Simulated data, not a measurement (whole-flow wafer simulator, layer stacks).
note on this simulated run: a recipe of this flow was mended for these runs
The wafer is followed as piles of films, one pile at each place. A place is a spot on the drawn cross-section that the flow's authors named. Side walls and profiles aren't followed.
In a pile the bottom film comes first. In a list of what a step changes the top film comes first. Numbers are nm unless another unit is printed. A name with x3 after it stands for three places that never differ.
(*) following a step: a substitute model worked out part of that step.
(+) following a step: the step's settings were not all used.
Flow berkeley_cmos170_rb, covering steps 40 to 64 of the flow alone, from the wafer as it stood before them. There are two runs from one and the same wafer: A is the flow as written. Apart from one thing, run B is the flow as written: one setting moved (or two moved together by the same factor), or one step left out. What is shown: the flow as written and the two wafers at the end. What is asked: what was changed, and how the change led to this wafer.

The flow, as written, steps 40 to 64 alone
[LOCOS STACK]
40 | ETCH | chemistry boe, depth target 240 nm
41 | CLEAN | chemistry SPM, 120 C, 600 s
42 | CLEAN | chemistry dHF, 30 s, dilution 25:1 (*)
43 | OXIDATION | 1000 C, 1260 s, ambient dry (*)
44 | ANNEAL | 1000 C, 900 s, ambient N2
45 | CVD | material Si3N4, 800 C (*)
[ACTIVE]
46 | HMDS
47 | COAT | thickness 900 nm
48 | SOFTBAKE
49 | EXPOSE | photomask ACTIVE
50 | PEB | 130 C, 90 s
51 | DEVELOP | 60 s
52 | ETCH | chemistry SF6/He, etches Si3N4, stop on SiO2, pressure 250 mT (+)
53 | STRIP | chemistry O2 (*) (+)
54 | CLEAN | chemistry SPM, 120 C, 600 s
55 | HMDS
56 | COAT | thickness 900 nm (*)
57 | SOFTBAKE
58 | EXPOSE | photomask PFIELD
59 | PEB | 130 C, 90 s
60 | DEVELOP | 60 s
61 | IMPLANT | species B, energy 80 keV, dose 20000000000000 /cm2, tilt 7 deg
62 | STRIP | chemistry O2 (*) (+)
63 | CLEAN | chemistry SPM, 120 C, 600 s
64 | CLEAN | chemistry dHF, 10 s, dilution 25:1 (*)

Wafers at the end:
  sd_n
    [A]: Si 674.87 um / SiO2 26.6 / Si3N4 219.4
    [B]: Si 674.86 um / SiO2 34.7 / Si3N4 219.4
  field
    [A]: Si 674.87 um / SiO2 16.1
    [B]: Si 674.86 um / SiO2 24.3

Cause: step 43, OXIDATION: 1031 C was run, though the flow has 1000 C.

How this came from the change, step by step:
  43 | OXIDATION | 1000 C, 1260 s, ambient dry (*)
      field, sd_n, spacer_n and 6 more: A SiO2 gains 26.6 (new film), Si loses 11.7 | B SiO2 gains 34.7 (new film), Si loses 15.3
